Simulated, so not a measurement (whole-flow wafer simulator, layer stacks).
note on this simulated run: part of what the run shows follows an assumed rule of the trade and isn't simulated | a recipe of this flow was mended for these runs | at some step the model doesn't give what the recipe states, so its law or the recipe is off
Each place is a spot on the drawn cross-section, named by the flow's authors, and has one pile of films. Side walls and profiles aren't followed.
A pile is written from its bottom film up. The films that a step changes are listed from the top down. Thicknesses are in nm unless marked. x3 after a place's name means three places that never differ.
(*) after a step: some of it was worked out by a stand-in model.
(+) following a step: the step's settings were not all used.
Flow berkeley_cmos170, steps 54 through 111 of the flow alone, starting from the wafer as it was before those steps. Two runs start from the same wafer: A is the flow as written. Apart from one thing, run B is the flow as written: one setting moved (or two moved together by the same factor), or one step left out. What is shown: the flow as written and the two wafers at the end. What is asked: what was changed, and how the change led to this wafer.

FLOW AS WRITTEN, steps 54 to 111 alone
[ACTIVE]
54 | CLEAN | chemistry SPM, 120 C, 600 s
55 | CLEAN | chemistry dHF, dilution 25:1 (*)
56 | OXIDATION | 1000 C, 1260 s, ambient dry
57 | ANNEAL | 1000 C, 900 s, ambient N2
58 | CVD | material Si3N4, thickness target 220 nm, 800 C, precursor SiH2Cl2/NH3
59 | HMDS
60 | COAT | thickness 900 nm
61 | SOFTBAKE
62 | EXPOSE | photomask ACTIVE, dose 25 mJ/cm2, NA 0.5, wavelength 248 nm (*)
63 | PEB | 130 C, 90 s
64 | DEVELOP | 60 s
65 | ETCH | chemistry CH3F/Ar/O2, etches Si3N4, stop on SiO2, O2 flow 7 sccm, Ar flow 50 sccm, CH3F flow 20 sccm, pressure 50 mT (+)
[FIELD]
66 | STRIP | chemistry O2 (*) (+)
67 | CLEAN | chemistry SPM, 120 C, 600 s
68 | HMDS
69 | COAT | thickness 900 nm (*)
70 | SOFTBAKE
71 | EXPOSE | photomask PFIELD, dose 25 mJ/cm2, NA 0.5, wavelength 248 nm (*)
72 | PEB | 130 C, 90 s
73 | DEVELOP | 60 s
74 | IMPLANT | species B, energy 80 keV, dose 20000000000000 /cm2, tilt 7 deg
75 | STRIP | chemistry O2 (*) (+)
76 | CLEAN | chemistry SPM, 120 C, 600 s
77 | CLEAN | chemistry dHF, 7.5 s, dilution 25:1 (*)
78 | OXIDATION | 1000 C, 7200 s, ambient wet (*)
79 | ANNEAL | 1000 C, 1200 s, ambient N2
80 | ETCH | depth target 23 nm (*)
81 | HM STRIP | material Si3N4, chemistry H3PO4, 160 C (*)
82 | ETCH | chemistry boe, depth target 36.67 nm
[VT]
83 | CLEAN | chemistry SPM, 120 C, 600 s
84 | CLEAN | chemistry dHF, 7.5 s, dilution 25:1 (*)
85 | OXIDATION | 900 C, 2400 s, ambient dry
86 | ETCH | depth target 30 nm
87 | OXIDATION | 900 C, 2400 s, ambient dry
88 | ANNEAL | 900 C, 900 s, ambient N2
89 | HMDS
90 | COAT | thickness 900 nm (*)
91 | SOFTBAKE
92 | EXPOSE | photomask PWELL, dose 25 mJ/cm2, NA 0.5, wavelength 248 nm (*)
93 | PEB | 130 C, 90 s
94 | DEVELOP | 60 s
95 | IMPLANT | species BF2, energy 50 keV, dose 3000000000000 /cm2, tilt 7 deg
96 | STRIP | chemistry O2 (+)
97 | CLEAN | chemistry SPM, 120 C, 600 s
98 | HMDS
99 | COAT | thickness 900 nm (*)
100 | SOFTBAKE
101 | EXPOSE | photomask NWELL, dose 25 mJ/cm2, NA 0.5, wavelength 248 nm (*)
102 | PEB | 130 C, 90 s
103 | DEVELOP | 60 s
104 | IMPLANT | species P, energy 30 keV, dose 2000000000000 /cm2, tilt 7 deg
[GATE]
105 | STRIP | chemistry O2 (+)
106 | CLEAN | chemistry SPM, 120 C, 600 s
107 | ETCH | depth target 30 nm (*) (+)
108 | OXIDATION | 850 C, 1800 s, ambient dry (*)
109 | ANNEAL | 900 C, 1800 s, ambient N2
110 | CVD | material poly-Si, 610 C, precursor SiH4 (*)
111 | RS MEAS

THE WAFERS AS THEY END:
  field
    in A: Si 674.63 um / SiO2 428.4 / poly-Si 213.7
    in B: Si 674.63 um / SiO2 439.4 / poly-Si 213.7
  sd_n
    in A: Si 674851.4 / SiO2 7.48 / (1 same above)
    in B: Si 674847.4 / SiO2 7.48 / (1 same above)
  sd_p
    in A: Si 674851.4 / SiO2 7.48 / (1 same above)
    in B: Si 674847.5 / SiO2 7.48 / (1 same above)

What caused this: step 58, CVD: thickness target 88 nm was run, whereas the flow has thickness target 220 nm.

How this came from the change, step by step:
  58 | CVD | material Si3N4, thickness target 220 nm, 800 C, precursor SiH2Cl2/NH3
      field, mark, sd_n and 10 more: A Si3N4 gains 220 (new film) | B Si3N4 gains 88 (new film)
  65 | ETCH | chemistry CH3F/Ar/O2, etches Si3N4, stop on SiO2, O2 flow 7 sccm, Ar flow 50 sccm, CH3F flow 20 sccm, pressure 50 mT (+)
      mark, sd_n, spacer_n and 9 more: A KrF-resist loses 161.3 | B KrF-resist loses 73.3
      field: A Si3N4 loses 220 (all of it), SiO2 loses 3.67 | B Si3N4 loses 88 (all of it), SiO2 loses 3.67
  66 | STRIP | chemistry O2 (*) (+)
      mark, sd_n, spacer_n and 9 more: A KrF-resist loses 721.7 (all of it) | B KrF-resist loses 809.7 (all of it)
  69 | COAT | thickness 900 nm (*)
      field: A KrF-resist gains 957.2 (new film) | B KrF-resist gains 922.8 (new film)
      sd_n: A KrF-resist gains 784.1 (new film) | B KrF-resist gains 850 (new film)
      (also at 10 further places)
  73 | DEVELOP | 60 s
      field: A KrF-resist loses 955 (all of it) | B KrF-resist loses 920.7 (all of it)
  75 | STRIP | chemistry O2 (*) (+)
      sd_n: A KrF-resist loses 767.4 (all of it) | B KrF-resist loses 833.2 (all of it)
      spacer_n: A KrF-resist loses 803.4 (all of it) | B KrF-resist loses 848.7 (all of it)
      (also at 9 further places)
  78 | OXIDATION | 1000 C, 7200 s, ambient wet (*)
      sd_n: A SiO2 gains 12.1 (new film), Si3N4 loses 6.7, SiO2 gains 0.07, Si loses 0.07 | B SiO2 gains 12.1 (new film), Si3N4 loses 6.7, SiO2 gains 9.09, Si loses 4.01
      sd_p: A SiO2 gains 12.1 (new film), Si3N4 loses 6.7, SiO2 gains 0.07, Si loses 0.07 | B SiO2 gains 12.1 (new film), Si3N4 loses 6.7, SiO2 gains 8.93, Si loses 3.94
  81 | HM STRIP | material Si3N4, chemistry H3PO4, 160 C (*)
      mark, sd_n, spacer_n and 9 more: A Si3N4 loses 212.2 (all of it), SiO2 loses 11.1 | B Si3N4 loses 80.2 (all of it), SiO2 loses 4.19
      field: A SiO2 loses 17.7 | B SiO2 loses 6.7
  82 | ETCH | chemistry boe, depth target 36.67 nm
      mark, spacer_n, gate_n and 7 more: A SiO2 loses 15.5 (all of it) | B SiO2 loses 22.4 (all of it)
      sd_n: A SiO2 loses 15.5 (all of it) | B SiO2 loses 31.5 (all of it)
      (also at 1 further place)
